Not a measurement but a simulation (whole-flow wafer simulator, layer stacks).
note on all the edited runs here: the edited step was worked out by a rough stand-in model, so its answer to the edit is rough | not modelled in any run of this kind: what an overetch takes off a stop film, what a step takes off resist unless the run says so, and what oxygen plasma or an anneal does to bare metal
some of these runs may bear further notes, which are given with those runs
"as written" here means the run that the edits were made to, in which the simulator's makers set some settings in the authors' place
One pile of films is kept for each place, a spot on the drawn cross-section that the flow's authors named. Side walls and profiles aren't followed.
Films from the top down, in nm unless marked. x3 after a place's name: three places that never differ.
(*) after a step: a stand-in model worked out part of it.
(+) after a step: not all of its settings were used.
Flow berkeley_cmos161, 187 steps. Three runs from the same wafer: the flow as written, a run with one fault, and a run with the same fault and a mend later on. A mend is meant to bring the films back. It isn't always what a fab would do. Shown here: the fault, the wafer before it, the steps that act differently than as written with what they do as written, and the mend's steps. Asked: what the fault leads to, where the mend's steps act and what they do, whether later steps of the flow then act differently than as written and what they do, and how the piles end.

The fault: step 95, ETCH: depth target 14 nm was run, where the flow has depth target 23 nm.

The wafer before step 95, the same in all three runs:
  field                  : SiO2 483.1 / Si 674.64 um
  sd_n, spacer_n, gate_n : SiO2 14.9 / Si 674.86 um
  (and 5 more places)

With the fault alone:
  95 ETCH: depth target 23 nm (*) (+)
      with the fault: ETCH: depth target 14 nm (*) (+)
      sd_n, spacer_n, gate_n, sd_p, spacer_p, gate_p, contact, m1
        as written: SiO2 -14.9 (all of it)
        with the fault: SiO2 -14
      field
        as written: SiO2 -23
        with the fault: SiO2 -14
  Later steps of the flow that act differently than as written (34 more steps differ only slightly, by at most 2% or 0.5 nm, whichever is larger, and aren't shown):
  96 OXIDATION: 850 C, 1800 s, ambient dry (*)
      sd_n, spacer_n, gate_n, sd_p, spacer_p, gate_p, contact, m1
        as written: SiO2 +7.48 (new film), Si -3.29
        with the fault: SiO2 +6.54, Si -2.88
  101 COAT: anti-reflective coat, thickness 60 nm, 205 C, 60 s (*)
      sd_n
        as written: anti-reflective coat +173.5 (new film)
        with the fault: anti-reflective coat +179.4 (new film)
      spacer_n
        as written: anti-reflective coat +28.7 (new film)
        with the fault: anti-reflective coat +27.1 (new film)
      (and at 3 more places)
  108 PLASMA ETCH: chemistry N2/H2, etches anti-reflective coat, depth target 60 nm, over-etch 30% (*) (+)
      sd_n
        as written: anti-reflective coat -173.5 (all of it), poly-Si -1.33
        with the fault: anti-reflective coat -179.4 (all of it), poly-Si -1.38
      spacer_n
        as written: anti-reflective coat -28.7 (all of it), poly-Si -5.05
        with the fault: anti-reflective coat -27.1 (all of it), poly-Si -5.29
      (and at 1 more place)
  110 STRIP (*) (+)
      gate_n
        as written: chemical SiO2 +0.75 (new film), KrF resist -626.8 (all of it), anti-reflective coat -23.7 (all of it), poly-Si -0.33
        with the fault: chemical SiO2 +0.75 (new film), KrF resist -632.1 (all of it), anti-reflective coat -22.2 (all of it), poly-Si -0.33
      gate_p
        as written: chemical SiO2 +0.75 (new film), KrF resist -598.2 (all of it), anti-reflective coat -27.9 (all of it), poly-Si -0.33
        with the fault: chemical SiO2 +0.75 (new film), KrF resist -601.5 (all of it), anti-reflective coat -27.1 (all of it), poly-Si -0.33
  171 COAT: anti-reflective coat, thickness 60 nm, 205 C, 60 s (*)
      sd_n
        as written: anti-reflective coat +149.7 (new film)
        with the fault: anti-reflective coat +156.8 (new film)
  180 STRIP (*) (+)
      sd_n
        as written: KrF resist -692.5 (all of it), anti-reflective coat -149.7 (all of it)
        with the fault: KrF resist -690.7 (all of it), anti-reflective coat -156.8 (all of it)
  At the end the piles differ from the flow's by more than 2% or 0.5 nm, whichever is larger, at field.
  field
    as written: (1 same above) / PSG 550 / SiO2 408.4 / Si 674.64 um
    with the fault: (1 same above) / PSG 550 / SiO2 417.4 / Si 674.64 um

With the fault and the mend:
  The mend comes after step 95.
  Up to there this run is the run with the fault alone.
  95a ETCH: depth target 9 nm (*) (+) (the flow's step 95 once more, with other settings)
      sd_n, spacer_n, gate_n, sd_p, spacer_p, gate_p, contact, m1
        SiO2 -0.94 (all of it)
      field
        SiO2 -9
  No later step of the flow acts differently than as written at any place that is followed.
  At the end the piles are the same as the flow's at every place that both follow.
